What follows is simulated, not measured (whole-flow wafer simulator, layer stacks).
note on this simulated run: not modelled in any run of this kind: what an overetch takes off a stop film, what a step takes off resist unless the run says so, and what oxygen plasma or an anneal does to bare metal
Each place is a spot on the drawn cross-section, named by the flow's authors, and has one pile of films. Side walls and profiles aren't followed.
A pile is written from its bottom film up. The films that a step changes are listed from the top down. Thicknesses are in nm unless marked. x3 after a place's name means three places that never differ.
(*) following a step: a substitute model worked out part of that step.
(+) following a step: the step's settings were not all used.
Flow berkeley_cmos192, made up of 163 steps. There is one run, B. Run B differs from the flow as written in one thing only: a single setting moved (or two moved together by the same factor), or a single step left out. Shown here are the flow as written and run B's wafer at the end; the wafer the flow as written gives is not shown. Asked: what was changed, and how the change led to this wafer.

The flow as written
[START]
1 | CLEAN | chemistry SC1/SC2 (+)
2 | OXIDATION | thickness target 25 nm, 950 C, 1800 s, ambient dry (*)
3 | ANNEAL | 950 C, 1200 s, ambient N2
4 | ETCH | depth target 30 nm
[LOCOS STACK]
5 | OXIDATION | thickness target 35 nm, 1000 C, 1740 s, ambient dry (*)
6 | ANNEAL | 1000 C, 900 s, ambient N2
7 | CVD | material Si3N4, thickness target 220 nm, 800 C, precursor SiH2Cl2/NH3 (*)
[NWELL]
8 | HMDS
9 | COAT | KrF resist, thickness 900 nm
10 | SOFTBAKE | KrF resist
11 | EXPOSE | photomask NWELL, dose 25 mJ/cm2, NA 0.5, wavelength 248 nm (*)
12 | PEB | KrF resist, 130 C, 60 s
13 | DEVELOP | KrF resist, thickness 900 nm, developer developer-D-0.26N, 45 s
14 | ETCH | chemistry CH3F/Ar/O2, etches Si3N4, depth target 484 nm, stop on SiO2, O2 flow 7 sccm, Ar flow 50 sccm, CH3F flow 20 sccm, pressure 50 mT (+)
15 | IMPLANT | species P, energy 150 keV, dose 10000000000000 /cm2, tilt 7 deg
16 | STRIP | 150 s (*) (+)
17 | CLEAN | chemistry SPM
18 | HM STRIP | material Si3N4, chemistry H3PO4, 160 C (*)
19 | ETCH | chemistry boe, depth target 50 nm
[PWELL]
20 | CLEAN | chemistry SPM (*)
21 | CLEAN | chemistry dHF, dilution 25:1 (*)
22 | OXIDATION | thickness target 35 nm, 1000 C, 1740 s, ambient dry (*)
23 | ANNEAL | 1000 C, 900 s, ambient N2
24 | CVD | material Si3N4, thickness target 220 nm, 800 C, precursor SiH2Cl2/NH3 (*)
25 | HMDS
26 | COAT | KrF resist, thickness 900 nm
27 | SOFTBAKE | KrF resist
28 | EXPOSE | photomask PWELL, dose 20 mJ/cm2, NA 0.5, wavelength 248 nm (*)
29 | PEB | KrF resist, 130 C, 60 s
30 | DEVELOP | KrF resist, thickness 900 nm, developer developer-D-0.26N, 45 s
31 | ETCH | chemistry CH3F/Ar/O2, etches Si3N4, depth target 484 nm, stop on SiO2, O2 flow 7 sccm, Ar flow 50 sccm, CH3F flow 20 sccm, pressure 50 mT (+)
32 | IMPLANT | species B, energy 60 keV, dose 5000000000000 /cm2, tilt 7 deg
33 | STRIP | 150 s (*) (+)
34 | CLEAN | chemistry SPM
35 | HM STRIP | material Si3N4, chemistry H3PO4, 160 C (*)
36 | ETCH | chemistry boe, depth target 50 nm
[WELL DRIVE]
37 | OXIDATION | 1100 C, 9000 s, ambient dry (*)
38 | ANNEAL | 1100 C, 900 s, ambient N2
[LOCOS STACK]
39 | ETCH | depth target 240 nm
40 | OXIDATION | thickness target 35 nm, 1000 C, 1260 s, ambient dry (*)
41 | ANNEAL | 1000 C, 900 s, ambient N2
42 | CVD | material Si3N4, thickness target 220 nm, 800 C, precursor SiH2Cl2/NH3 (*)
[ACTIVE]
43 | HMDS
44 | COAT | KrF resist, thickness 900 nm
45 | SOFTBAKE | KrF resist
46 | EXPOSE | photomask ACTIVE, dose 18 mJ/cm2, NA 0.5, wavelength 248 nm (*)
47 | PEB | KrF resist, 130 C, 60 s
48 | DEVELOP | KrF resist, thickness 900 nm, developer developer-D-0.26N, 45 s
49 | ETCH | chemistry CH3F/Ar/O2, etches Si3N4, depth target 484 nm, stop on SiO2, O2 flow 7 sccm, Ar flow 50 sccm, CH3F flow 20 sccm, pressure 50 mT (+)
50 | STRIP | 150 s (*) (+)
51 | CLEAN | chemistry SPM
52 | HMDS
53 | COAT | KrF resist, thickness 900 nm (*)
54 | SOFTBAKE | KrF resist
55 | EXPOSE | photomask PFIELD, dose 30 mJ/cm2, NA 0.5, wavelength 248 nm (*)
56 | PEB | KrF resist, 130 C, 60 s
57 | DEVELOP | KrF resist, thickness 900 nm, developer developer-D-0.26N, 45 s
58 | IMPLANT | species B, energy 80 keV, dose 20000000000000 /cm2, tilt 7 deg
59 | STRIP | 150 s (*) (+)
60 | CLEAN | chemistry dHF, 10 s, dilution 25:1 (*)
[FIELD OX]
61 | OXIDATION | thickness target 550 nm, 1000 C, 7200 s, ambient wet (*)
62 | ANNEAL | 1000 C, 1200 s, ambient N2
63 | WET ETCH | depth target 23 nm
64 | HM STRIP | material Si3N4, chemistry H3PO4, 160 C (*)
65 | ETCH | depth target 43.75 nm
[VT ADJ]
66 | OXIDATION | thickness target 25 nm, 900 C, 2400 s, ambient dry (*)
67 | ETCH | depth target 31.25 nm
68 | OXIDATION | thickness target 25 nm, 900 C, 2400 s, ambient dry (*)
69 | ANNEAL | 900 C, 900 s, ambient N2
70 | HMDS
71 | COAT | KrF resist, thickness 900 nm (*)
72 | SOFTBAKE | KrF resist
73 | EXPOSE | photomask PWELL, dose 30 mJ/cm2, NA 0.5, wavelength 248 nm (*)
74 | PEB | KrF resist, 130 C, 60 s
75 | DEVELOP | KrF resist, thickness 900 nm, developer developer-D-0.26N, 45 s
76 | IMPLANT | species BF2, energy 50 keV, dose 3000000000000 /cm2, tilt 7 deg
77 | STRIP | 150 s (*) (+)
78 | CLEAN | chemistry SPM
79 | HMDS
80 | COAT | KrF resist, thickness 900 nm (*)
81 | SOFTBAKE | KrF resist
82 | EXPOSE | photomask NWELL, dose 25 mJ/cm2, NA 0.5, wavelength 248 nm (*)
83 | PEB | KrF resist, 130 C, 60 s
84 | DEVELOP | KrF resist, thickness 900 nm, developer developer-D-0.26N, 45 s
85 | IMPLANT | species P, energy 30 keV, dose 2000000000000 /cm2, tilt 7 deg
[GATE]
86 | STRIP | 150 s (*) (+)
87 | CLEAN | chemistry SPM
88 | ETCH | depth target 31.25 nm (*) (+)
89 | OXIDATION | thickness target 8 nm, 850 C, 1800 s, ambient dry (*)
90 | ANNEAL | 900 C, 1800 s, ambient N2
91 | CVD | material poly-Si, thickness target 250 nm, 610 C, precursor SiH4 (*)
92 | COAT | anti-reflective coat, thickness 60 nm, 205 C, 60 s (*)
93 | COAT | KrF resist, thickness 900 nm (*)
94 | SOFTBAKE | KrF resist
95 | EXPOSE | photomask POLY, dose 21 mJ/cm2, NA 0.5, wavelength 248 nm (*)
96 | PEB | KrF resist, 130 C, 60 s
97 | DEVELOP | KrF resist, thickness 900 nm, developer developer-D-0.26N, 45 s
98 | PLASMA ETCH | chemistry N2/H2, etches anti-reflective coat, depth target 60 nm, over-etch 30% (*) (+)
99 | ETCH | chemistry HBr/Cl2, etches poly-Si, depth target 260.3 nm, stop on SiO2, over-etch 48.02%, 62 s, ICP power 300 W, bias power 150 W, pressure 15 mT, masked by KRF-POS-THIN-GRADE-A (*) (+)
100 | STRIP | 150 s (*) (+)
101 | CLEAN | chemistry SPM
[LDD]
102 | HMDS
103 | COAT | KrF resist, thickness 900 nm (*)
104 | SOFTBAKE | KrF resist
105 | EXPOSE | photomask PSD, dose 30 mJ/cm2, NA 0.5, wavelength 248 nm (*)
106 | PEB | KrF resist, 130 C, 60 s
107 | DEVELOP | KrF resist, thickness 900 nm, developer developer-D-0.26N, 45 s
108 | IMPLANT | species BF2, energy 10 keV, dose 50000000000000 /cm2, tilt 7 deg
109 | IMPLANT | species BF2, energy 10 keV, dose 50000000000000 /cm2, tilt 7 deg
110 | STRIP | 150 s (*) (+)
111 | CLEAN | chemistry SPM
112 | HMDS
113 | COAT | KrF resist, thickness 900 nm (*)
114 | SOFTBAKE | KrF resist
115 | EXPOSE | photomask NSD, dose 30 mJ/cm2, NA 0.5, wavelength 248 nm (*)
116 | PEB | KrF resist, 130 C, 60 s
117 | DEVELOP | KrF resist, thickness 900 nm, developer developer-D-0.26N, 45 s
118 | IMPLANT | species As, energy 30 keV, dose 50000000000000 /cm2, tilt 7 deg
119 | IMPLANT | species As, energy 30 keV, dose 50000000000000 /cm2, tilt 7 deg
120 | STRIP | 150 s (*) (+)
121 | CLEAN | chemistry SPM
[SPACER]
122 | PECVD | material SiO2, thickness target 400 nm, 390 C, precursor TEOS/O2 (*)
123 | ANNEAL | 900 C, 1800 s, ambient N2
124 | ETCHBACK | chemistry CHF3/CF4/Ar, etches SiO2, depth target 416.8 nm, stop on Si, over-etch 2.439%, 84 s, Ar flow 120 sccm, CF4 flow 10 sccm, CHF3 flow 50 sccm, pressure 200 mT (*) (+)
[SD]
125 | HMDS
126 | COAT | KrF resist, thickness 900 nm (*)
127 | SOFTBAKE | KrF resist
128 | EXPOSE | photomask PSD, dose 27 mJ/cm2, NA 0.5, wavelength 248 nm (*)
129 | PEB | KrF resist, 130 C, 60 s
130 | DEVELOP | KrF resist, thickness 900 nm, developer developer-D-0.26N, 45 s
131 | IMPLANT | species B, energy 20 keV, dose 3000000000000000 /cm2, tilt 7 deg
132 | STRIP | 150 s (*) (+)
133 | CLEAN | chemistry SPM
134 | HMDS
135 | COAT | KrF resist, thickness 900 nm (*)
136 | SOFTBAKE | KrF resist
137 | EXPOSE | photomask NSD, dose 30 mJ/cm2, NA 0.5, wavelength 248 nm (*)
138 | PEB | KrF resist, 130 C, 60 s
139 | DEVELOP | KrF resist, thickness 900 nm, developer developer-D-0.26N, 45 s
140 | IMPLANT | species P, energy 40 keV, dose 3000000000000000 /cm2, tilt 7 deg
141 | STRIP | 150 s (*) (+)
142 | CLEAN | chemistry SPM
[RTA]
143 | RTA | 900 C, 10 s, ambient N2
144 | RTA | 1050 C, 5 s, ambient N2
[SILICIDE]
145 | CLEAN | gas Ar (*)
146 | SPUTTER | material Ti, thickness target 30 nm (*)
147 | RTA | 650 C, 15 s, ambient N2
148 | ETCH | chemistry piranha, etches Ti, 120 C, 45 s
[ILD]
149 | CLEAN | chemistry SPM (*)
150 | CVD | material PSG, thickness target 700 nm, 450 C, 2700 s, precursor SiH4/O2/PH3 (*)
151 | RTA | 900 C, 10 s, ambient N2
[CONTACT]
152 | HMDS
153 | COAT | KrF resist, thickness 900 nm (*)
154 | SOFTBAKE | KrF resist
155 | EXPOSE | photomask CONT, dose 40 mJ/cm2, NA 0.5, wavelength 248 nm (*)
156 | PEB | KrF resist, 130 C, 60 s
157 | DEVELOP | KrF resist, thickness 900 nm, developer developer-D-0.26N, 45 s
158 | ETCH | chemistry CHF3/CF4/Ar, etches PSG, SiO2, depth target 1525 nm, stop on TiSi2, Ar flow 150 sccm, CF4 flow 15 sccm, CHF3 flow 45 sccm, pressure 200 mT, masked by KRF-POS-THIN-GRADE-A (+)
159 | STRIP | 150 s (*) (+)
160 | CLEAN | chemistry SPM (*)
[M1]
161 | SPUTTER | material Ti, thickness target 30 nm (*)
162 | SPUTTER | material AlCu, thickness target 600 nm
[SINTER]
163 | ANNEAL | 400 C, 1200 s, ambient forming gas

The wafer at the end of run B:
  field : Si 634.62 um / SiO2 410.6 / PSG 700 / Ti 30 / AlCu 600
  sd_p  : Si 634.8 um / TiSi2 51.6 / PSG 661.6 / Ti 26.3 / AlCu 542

What caused this: step 44, COAT: thickness 450 nm was run, whereas the flow has thickness 900 nm; step 67, ETCH: depth target 15.62 nm was run, where the flow has depth target 31.25 nm.

The path from the change to this, step by step:
  44 | COAT | KrF resist, thickness 900 nm
      field, sd_n, spacer_n and 6 more: KrF resist gains 450 (new film) (it would be, as written: KrF resist gains 900 (new film))
  47 | PEB | KrF resist, 130 C, 60 s
      field, sd_n, spacer_n and 6 more: KrF resist loses 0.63 (it would be, as written: KrF resist loses 1.43)
  48 | DEVELOP | KrF resist, thickness 900 nm, developer developer-D-0.26N, 45 s
      field: KrF resist loses 449.4 (all of it) (it would be, as written: KrF resist loses 898.6 (all of it))
  50 | STRIP | 150 s (*) (+)
      sd_n, spacer_n, gate, sd_p, spacer_p, gate_p, contact, m1: KrF resist loses 273.8 (all of it) (it would be, as written: KrF resist loses 723 (all of it))
  67 | ETCH | depth target 31.25 nm
      field: SiO2 loses 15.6 (it would be, as written: SiO2 loses 31.2)
  92 | COAT | anti-reflective coat, thickness 60 nm, 205 C, 60 s (*)
      sd_n: anti-reflective coat gains 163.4 (new film) (it would be, as written: anti-reflective coat gains 152.4 (new film))
      spacer_n: anti-reflective coat gains 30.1 (new film) (it would be, as written: anti-reflective coat gains 33.8 (new film))
      (also at 6 further places)
  98 | PLASMA ETCH | chemistry N2/H2, etches anti-reflective coat, depth target 60 nm, over-etch 30% (*) (+)
      sd_n: anti-reflective coat loses 163.4 (all of it), poly-Si loses 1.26 (it would be, as written: anti-reflective coat loses 152.4 (all of it), poly-Si loses 1.17)
      spacer_n: anti-reflective coat loses 30.1 (all of it), poly-Si loses 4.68 (it would be, as written: anti-reflective coat loses 33.8 (all of it), poly-Si loses 4.21)
      (also at 4 further places)
  100 | STRIP | 150 s (*) (+)
      gate: chemical SiO2 gains 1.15 (new film), KrF resist loses 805 (all of it), anti-reflective coat loses 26 (all of it), poly-Si loses 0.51 (it would be, as written: chemical SiO2 gains 1.15 (new film), KrF resist loses 791.8 (all of it), anti-reflective coat loses 30 (all of it), poly-Si loses 0.51)
      gate_p: chemical SiO2 gains 1.15 (new film), KrF resist loses 773.7 (all of it), anti-reflective coat loses 28.2 (all of it), poly-Si loses 0.51 (it would be, as written: chemical SiO2 gains 1.15 (new film), KrF resist loses 765.1 (all of it), anti-reflective coat loses 31 (all of it), poly-Si loses 0.51)
  147 | RTA | 650 C, 15 s, ambient N2
      sd_p: Ti loses 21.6, TiSi first gains 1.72 (new film), TiSi2 C49 gains 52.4 (new film), Si loses 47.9 (it would be, as written: Ti loses 21.9, TiSi first gains 2.35 (new film), TiSi2 C49 gains 52.1 (new film), Si loses 48.1)
  151 | RTA | 900 C, 10 s, ambient N2
      sd_p: under 1 film: TiSi2 gains 51.6 (new film), TiSi first loses 1.62 (all of it), TiSi2 C49 loses 52.4 (all of it), Si loses 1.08 (it would be, as written: under 1 film: TiSi2 gains 52.2 (new film), TiSi first loses 2.25 (all of it), TiSi2 C49 loses 52.1 (all of it), Si loses 1.5)
